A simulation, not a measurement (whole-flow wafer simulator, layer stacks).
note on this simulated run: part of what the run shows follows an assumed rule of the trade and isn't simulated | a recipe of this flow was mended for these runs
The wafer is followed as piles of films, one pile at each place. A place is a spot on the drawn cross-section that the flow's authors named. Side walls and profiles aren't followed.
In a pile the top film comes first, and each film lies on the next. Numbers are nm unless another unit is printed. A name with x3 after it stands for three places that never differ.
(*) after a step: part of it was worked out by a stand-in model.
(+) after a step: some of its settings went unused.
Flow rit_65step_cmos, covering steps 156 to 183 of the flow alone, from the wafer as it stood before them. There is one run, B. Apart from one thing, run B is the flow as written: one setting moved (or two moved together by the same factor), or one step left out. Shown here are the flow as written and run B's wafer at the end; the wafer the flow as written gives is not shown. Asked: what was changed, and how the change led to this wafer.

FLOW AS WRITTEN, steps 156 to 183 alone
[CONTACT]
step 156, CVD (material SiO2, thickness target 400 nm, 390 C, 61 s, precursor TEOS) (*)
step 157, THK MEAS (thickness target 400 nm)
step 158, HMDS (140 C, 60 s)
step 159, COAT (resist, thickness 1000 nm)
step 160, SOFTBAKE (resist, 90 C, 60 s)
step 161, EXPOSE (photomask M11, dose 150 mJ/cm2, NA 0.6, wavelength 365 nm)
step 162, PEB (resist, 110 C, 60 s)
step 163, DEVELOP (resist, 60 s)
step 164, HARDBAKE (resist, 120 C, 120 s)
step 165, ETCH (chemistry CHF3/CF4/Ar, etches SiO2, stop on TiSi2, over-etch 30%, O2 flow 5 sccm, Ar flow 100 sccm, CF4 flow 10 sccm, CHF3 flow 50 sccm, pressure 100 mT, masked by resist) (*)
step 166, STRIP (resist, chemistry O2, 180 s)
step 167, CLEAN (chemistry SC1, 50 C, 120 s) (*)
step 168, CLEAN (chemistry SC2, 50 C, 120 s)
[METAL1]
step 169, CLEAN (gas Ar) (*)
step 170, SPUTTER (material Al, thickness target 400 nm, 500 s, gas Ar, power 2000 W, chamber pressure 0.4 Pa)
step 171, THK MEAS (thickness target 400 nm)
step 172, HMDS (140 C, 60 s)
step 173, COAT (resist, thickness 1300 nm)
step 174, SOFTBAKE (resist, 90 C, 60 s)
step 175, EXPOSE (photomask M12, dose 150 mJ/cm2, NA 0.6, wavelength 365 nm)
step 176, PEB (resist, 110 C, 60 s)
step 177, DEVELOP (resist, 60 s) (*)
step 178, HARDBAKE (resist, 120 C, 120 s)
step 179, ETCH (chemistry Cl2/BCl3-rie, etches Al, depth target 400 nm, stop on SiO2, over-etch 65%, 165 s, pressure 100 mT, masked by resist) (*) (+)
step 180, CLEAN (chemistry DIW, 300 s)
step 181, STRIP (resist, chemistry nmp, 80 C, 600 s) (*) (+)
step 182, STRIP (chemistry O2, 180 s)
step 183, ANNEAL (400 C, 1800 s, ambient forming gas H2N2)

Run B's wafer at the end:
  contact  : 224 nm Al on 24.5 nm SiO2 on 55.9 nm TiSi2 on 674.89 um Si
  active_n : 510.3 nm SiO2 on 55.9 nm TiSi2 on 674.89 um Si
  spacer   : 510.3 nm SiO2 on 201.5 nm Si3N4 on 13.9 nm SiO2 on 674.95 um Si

What caused this: step 156, CVD: thickness target 550 nm was run, though the flow has thickness target 400 nm; step 156, CVD: 84 s was run, where the flow has 61 s.

Step by step, how the change led to this:
  step 156, CVD (material SiO2, thickness target 400 nm, 390 C, 61 s, precursor TEOS) (*)
      active_n, active_p, gate_n and 7 more: +550 SiO2 (new film) (in the flow as written it would be: +400 SiO2 (new film))
      field, field_pw, field_nw, field_p: +550 SiO2 (in the flow as written it would be: +400 SiO2)
  step 165, ETCH (chemistry CHF3/CF4/Ar, etches SiO2, stop on TiSi2, over-etch 30%, O2 flow 5 sccm, Ar flow 100 sccm, CF4 flow 10 sccm, CHF3 flow 50 sccm, pressure 100 mT, masked by resist) (*)
      contact: -520 SiO2 (in the flow as written it would be: -400 SiO2 (all of it), -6 TiSi2)
  step 169, CLEAN (gas Ar) (*)
      contact: -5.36 SiO2 (in the flow as written it would be: -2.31 TiSi2)
  step 170, SPUTTER (material Al, thickness target 400 nm, 500 s, gas Ar, power 2000 W, chamber pressure 0.4 Pa)
      contact: +224 Al (new film) (in the flow as written it would be: +255.4 Al (new film))
  step 173, COAT (resist, thickness 1300 nm)
      contact: +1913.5 resist (new film) (in the flow as written it would be: +1785.1 resist (new film))
  step 176, PEB (resist, 110 C, 60 s)
      contact: -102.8 resist (in the flow as written it would be: -95.5 resist)
  step 178, HARDBAKE (resist, 120 C, 120 s)
      contact: -67.2 resist (in the flow as written it would be: -62.1 resist)
  step 181, STRIP (resist, chemistry nmp, 80 C, 600 s) (*) (+)
      contact: -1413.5 resist (all of it) (in the flow as written it would be: -1297.5 resist (all of it))
